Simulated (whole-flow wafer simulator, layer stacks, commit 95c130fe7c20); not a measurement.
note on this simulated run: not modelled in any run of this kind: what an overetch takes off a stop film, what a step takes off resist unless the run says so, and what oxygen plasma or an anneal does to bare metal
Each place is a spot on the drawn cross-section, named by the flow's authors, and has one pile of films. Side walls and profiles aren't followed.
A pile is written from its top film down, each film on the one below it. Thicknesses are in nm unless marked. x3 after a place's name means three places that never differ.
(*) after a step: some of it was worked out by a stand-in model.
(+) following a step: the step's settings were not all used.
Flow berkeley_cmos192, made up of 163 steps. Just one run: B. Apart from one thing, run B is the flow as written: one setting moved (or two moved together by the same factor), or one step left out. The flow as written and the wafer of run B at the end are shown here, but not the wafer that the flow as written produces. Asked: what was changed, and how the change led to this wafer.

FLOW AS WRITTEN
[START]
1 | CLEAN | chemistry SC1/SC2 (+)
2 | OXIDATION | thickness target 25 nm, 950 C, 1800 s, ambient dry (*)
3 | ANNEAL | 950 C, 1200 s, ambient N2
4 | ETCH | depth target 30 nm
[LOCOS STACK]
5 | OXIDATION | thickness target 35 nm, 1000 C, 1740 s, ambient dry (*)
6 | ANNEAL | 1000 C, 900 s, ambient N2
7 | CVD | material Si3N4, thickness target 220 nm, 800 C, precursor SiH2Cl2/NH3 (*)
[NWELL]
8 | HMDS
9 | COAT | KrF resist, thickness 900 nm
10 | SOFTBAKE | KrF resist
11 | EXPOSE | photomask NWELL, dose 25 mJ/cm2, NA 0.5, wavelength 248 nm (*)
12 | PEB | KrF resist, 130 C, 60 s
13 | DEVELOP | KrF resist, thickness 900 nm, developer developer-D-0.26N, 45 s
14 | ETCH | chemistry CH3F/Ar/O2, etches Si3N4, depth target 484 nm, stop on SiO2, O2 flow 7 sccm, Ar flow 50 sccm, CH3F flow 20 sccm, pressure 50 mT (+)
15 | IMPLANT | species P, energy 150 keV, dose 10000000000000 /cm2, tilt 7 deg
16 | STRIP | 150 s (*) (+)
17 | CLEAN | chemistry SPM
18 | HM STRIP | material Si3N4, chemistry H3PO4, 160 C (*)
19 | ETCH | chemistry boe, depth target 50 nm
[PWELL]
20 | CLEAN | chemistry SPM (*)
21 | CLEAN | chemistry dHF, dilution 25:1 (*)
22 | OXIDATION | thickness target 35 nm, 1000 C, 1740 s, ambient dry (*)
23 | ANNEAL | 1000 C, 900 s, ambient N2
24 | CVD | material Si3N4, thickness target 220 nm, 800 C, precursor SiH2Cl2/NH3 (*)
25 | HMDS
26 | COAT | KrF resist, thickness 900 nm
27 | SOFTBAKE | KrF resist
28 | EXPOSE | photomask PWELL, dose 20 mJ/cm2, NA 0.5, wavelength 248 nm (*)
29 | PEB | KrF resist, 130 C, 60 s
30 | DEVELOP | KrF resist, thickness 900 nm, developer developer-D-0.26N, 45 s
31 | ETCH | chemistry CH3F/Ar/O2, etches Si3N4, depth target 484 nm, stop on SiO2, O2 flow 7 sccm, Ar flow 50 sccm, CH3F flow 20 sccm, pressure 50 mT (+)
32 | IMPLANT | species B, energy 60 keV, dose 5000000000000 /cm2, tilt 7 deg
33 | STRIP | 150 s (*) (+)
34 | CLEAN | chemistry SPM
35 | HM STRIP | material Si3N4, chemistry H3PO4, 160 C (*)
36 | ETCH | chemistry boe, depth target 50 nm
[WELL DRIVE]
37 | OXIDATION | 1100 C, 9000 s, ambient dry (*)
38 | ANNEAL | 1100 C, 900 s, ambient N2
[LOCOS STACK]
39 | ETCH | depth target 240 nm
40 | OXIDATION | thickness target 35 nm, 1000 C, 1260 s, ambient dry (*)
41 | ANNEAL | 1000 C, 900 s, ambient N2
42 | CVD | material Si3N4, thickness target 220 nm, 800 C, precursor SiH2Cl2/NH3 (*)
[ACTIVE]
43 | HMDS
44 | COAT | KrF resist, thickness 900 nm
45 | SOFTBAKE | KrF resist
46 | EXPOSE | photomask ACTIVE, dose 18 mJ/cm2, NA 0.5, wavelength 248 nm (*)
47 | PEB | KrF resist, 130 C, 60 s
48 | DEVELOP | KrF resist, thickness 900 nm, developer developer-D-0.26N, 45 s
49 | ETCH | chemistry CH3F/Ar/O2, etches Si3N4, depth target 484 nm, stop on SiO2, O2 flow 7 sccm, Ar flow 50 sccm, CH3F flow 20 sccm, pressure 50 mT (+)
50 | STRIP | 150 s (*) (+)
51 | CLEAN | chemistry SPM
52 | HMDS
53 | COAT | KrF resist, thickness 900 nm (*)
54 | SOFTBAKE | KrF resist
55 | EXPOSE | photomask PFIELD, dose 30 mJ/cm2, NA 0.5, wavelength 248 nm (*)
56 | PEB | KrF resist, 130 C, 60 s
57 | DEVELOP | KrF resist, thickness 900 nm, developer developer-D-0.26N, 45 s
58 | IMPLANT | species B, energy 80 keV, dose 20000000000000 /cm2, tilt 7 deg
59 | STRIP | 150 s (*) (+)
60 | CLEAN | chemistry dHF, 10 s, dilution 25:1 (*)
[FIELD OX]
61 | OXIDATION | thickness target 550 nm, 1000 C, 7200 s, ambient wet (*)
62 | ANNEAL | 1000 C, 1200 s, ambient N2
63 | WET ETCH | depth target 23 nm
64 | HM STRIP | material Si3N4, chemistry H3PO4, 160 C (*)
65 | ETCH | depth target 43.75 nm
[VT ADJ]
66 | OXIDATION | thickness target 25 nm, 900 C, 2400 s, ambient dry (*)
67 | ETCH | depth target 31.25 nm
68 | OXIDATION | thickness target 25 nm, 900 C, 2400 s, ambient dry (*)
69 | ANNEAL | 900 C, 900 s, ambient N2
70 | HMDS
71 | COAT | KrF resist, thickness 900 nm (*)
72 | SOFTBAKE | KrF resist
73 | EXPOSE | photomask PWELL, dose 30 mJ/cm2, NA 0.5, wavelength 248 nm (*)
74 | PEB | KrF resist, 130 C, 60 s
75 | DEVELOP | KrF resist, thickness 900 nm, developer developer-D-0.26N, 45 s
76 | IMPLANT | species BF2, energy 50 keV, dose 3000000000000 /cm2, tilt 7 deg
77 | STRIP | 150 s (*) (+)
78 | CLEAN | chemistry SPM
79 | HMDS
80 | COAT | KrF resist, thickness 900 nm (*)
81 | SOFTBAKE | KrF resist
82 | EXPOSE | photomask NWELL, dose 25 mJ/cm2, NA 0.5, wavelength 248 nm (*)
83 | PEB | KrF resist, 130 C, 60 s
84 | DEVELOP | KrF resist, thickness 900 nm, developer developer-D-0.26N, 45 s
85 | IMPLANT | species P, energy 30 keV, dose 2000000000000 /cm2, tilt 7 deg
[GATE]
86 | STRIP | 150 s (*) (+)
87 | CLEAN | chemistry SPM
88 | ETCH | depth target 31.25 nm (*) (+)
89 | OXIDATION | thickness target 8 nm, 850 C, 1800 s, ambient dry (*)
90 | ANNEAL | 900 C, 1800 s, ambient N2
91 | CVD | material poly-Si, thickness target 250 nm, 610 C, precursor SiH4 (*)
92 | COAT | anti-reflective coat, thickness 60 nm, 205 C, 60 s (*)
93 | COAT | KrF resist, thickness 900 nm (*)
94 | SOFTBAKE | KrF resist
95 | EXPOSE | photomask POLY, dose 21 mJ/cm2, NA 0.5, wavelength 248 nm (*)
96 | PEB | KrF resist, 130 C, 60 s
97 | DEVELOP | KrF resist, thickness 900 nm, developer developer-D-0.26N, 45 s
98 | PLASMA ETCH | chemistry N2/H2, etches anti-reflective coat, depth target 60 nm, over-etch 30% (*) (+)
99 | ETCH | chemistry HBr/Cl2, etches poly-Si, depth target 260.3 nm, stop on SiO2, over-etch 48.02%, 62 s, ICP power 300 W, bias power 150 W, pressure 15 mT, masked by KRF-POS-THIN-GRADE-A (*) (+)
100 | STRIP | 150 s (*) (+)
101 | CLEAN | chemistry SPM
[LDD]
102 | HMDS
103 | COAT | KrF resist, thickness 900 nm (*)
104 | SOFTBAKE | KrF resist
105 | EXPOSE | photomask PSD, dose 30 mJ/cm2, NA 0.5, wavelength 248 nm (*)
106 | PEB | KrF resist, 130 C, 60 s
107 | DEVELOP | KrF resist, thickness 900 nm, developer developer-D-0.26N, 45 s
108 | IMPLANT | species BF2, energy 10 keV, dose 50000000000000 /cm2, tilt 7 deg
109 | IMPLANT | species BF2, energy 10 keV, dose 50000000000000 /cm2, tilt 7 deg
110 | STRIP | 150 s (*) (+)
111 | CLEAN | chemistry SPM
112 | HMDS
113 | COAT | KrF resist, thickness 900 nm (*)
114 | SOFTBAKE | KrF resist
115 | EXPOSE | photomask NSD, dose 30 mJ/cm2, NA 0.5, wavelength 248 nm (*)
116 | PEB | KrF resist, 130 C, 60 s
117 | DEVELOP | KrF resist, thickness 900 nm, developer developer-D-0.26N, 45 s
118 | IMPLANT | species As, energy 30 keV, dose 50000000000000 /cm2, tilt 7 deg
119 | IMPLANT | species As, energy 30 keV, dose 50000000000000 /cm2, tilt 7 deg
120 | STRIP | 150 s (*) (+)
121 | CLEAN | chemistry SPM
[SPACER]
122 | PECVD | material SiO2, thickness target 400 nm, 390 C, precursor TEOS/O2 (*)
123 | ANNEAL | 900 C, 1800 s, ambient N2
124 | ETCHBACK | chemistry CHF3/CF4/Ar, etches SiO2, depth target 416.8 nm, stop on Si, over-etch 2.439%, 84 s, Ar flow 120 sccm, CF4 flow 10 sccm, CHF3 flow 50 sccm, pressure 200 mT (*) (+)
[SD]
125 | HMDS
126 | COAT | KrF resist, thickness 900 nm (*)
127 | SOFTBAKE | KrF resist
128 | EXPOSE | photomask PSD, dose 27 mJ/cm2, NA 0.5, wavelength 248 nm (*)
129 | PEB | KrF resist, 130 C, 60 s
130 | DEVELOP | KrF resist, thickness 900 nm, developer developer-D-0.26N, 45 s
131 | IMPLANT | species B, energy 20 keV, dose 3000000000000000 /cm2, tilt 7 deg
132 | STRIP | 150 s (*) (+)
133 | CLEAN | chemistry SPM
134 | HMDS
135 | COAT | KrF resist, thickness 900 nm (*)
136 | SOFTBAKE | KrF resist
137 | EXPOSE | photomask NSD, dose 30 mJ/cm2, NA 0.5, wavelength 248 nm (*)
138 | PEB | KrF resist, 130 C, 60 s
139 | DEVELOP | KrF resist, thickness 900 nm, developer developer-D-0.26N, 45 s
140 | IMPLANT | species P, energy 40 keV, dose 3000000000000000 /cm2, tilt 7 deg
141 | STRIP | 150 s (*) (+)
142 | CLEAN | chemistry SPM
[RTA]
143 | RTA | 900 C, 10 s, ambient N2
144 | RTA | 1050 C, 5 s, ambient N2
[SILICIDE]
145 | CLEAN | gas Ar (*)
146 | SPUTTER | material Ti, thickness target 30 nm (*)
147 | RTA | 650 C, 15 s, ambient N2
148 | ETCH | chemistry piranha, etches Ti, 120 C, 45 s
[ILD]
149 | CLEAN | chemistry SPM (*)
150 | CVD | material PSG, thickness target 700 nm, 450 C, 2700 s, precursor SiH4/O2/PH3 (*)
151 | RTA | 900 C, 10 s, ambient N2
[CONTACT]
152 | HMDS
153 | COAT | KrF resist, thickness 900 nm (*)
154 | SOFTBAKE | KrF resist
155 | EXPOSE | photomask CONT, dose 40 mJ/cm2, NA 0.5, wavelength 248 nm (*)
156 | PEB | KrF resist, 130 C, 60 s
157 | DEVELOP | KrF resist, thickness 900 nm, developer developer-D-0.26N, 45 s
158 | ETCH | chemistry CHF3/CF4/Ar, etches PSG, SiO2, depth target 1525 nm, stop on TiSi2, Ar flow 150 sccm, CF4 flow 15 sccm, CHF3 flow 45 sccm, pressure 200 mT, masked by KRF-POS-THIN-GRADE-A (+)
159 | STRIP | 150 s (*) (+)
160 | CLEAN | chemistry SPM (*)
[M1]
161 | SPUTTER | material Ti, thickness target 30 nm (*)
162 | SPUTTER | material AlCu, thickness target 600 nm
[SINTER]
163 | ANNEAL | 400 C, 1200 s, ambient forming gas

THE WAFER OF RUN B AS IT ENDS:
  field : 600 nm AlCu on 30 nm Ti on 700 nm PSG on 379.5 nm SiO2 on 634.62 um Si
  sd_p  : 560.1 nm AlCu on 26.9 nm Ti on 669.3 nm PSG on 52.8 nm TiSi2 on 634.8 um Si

What caused this: step 44, COAT: thickness 1350 nm was run, though the flow has thickness 900 nm; step 67, ETCH: depth target 46.88 nm was run, where the flow has depth target 31.25 nm.

Step by step, how the change led to this:
  44 | COAT | KrF resist, thickness 900 nm
      field, sd_n, spacer_n and 6 more: +1350 KrF resist (new film) (as written it would have been: +900 KrF resist (new film))
  47 | PEB | KrF resist, 130 C, 60 s
      field, sd_n, spacer_n and 6 more: -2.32 KrF resist (as written it would have been: -1.43 KrF resist)
  48 | DEVELOP | KrF resist, thickness 900 nm, developer developer-D-0.26N, 45 s
      field: -1347.7 KrF resist (all of it) (as written it would have been: -898.6 KrF resist (all of it))
  50 | STRIP | 150 s (*) (+)
      sd_n, spacer_n, gate, sd_p, spacer_p, gate_p, contact, m1: -1172.1 KrF resist (all of it) (as written it would have been: -723 KrF resist (all of it))
  67 | ETCH | depth target 31.25 nm
      field: -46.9 SiO2 (as written it would have been: -31.2 SiO2)
  92 | COAT | anti-reflective coat, thickness 60 nm, 205 C, 60 s (*)
      sd_n: +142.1 anti-reflective coat (new film) (as written it would have been: +152.4 anti-reflective coat (new film))
      spacer_n: +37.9 anti-reflective coat (new film) (as written it would have been: +33.8 anti-reflective coat (new film))
      (and at 6 other places as well)
  98 | PLASMA ETCH | chemistry N2/H2, etches anti-reflective coat, depth target 60 nm, over-etch 30% (*) (+)
      sd_n: -142.1 anti-reflective coat (all of it), -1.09 poly-Si (as written it would have been: -152.4 anti-reflective coat (all of it), -1.17 poly-Si)
      spacer_n: -37.9 anti-reflective coat (all of it), -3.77 poly-Si (as written it would have been: -33.8 anti-reflective coat (all of it), -4.21 poly-Si)
      (and at 4 other places as well)
  100 | STRIP | 150 s (*) (+)
      gate: +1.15 chemical SiO2 (new film), -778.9 KrF resist (all of it), -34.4 anti-reflective coat (all of it), -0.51 poly-Si (as written it would have been: +1.15 chemical SiO2 (new film), -791.8 KrF resist (all of it), -30 anti-reflective coat (all of it), -0.51 poly-Si)
      gate_p: +1.15 chemical SiO2 (new film), -756.2 KrF resist (all of it), -34.3 anti-reflective coat (all of it), -0.51 poly-Si (as written it would have been: +1.15 chemical SiO2 (new film), -765.1 KrF resist (all of it), -31 anti-reflective coat (all of it), -0.51 poly-Si)
  147 | RTA | 650 C, 15 s, ambient N2
      sd_p: -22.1 Ti, +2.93 TiSi first (new film), +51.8 TiSi2 C49 (new film), -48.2 Si (as written it would have been: -21.9 Ti, +2.35 TiSi first (new film), +52.1 TiSi2 C49 (new film), -48.1 Si)
  151 | RTA | 900 C, 10 s, ambient N2
      sd_p: under 1 film: +52.8 TiSi2 (new film), -2.83 TiSi first (all of it), -51.8 TiSi2 C49 (all of it), -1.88 Si (as written it would have been: under 1 film: +52.2 TiSi2 (new film), -2.25 TiSi first (all of it), -52.1 TiSi2 C49 (all of it), -1.5 Si)
